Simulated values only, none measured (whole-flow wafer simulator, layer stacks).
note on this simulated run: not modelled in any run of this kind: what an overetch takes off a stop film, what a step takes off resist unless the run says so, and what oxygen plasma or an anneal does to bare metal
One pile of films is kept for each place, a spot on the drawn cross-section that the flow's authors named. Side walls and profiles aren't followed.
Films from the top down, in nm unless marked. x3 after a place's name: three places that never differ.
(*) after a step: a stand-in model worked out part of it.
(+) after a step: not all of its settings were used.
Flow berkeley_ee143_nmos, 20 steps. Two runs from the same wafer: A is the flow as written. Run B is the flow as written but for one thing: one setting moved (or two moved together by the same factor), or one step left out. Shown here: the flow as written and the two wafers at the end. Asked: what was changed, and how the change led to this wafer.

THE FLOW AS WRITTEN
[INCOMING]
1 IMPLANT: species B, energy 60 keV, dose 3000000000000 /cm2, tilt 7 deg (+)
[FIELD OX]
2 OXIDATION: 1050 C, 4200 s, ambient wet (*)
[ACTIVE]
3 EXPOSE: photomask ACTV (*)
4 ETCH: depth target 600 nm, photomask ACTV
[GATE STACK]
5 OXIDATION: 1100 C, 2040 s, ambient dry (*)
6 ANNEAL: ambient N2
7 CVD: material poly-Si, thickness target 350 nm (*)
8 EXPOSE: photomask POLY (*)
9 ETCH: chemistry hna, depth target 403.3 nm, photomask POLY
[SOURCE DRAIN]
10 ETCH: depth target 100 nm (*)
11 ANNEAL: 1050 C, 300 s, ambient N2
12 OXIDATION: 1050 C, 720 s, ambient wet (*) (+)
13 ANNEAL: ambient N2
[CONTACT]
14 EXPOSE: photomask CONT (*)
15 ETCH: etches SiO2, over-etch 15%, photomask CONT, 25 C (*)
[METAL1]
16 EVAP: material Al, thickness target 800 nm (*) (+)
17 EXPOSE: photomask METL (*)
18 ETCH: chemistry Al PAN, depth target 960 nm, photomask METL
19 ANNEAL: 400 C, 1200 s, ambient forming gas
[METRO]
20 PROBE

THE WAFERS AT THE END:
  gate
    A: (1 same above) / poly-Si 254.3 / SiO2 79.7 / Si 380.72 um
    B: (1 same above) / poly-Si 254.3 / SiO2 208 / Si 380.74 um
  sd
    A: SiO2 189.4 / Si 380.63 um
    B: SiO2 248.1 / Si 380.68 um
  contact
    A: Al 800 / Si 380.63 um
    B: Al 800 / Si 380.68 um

The cause: step 4, ETCH: depth target 386 nm was run, where the flow has depth target 600 nm.

How the change led to this, step by step:
  4 ETCH: depth target 600 nm, photomask ACTV
      gate, sd, contact: A SiO2 -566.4 (all of it) | B SiO2 -386
  5 OXIDATION: 1100 C, 2040 s, ambient dry (*)
      gate, sd, contact: A SiO2 +79.7 (new film), Si -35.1 | B SiO2 +27.6, Si -12.2
  10 ETCH: depth target 100 nm (*)
      sd, contact: A SiO2 -79.7 (all of it) | B SiO2 -100
  12 OXIDATION: 1050 C, 720 s, ambient wet (*) (+)
      sd, contact: A SiO2 +189.4 (new film), Si -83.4 | B SiO2 +140.1, Si -61.6
  15 ETCH: etches SiO2, over-etch 15%, photomask CONT, 25 C (*)
      contact: A SiO2 -189.4 (all of it) | B SiO2 -248.1 (all of it)
